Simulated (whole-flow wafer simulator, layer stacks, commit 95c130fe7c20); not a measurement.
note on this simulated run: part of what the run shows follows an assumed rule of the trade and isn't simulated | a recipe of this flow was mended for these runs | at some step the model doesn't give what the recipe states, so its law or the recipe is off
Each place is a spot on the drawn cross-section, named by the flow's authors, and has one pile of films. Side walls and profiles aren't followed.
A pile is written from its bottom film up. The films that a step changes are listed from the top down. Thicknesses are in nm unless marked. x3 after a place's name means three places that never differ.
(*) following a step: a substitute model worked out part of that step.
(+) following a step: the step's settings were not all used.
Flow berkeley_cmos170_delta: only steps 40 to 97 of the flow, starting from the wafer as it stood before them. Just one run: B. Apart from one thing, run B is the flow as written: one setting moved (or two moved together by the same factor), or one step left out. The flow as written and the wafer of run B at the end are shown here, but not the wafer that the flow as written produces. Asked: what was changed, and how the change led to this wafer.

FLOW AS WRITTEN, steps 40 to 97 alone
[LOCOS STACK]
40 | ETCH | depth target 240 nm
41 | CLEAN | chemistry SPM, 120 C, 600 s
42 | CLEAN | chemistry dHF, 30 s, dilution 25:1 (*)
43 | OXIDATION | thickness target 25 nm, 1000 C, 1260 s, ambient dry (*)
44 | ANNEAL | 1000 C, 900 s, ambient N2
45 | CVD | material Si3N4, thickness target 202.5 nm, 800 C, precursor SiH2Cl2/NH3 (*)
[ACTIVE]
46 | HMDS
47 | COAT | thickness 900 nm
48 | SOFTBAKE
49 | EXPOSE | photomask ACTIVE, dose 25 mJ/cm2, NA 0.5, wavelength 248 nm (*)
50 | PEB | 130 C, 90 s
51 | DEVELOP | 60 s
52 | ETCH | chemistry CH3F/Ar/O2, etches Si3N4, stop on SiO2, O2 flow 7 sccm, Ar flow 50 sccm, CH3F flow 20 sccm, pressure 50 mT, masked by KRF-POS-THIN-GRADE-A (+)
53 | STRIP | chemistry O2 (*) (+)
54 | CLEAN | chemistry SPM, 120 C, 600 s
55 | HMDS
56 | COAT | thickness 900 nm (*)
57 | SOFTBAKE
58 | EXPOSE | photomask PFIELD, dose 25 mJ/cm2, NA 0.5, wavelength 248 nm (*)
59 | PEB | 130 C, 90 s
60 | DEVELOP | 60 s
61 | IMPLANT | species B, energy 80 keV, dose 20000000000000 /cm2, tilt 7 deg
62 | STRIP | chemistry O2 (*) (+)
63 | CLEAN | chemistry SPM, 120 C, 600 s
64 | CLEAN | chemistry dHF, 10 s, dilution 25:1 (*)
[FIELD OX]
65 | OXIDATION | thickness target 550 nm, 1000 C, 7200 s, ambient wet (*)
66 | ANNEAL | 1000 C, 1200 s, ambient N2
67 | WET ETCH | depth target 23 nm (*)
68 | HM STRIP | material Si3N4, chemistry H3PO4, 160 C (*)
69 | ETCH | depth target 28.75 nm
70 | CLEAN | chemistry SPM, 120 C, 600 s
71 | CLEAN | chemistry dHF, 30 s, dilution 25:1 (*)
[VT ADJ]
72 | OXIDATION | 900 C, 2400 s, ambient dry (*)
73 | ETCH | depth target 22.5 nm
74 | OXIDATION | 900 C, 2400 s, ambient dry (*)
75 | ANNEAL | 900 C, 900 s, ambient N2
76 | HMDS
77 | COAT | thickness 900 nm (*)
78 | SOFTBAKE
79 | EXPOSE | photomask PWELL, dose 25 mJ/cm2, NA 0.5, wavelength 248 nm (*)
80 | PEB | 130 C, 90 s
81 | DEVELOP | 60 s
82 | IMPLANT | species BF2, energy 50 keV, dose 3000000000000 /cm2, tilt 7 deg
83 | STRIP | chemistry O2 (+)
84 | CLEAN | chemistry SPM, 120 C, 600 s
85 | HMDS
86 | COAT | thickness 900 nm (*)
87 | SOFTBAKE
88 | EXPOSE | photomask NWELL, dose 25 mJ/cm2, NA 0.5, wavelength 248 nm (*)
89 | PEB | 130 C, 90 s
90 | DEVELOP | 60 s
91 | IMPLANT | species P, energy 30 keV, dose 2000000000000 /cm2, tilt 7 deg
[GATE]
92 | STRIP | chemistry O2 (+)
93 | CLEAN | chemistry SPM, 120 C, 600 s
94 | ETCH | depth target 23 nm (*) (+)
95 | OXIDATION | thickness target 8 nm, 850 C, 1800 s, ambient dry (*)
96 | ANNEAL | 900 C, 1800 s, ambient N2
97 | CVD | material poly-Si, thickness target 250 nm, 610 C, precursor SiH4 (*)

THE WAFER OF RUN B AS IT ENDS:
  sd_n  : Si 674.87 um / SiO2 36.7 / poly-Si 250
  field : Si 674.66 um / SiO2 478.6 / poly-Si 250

What caused this: step 40, ETCH: depth target 96 nm was run, while the flow as written has depth target 240 nm.

Step by step, how the change led to this:
  40 | ETCH | depth target 240 nm
      field, sd_n, spacer_n and 6 more: SiO2 loses 96 (as written it would have been: SiO2 loses 197.6 (all of it))
  41 | CLEAN | chemistry SPM, 120 C, 600 s
      field, sd_n, spacer_n and 6 more: nothing (as written it would have been: chemical SiO2 gains 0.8 (new film), Si loses 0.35)
  42 | CLEAN | chemistry dHF, 30 s, dilution 25:1 (*)
      field, sd_n, spacer_n and 6 more: SiO2 loses 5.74 (as written it would have been: chemical SiO2 loses 0.8 (all of it))
  43 | OXIDATION | thickness target 25 nm, 1000 C, 1260 s, ambient dry (*)
      field, sd_n, spacer_n and 6 more: SiO2 gains 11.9, Si loses 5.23 (as written it would have been: SiO2 gains 26.6 (new film), Si loses 11.7)
  65 | OXIDATION | thickness target 550 nm, 1000 C, 7200 s, ambient wet (*)
      sd_n, sd_p: SiO2 gains 12.1 (new film), Si3N4 loses 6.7 (as written it would have been: SiO2 gains 12.1 (new film), Si3N4 loses 6.7, SiO2 gains 0.15, Si loses 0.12)
      field: SiO2 gains 490.7, Si loses 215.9 (as written it would have been: SiO2 gains 542.1, Si loses 238.5)
  69 | ETCH | depth target 28.75 nm
      spacer_n, gate, spacer_p, gate_p, contact, m1: SiO2 loses 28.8 (as written it would have been: SiO2 loses 17.5 (all of it))
      sd_n, sd_p: SiO2 loses 28.8 (as written it would have been: SiO2 loses 17.6 (all of it))
  70 | CLEAN | chemistry SPM, 120 C, 600 s
      sd_n, spacer_n, gate, sd_p, spacer_p, gate_p, contact, m1: nothing (as written it would have been: chemical SiO2 gains 0.8 (new film), Si loses 0.35)
  71 | CLEAN | chemistry dHF, 30 s, dilution 25:1 (*)
      sd_n, spacer_n, gate, sd_p, spacer_p, gate_p, contact, m1: SiO2 loses 5.74 (as written it would have been: chemical SiO2 loses 0.8 (all of it))
  72 | OXIDATION | 900 C, 2400 s, ambient dry (*)
      sd_n, spacer_n, gate, sd_p, spacer_p, gate_p, contact, m1: SiO2 gains 7.6, Si loses 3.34 (as written it would have been: SiO2 gains 14.9 (new film), Si loses 6.57)
  73 | ETCH | depth target 22.5 nm
      sd_n, spacer_n, gate, sd_p, spacer_p, gate_p, contact, m1: SiO2 loses 22.5 (as written it would have been: SiO2 loses 14.9 (all of it))
  74 | OXIDATION | 900 C, 2400 s, ambient dry (*)
      sd_n, spacer_n, gate, sd_p, spacer_p, gate_p, contact, m1: SiO2 gains 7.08, Si loses 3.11 (as written it would have been: SiO2 gains 14.9 (new film), Si loses 6.57)
  94 | ETCH | depth target 23 nm (*) (+)
      sd_n, spacer_n, gate, sd_p, spacer_p, gate_p, contact, m1: SiO2 loses 23 (as written it would have been: SiO2 loses 14.9 (all of it))
  95 | OXIDATION | thickness target 8 nm, 850 C, 1800 s, ambient dry (*)
      sd_n, spacer_n, gate, sd_p, spacer_p, gate_p, contact, m1: SiO2 gains 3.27, Si loses 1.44 (as written it would have been: SiO2 gains 7.48 (new film), Si loses 3.29)
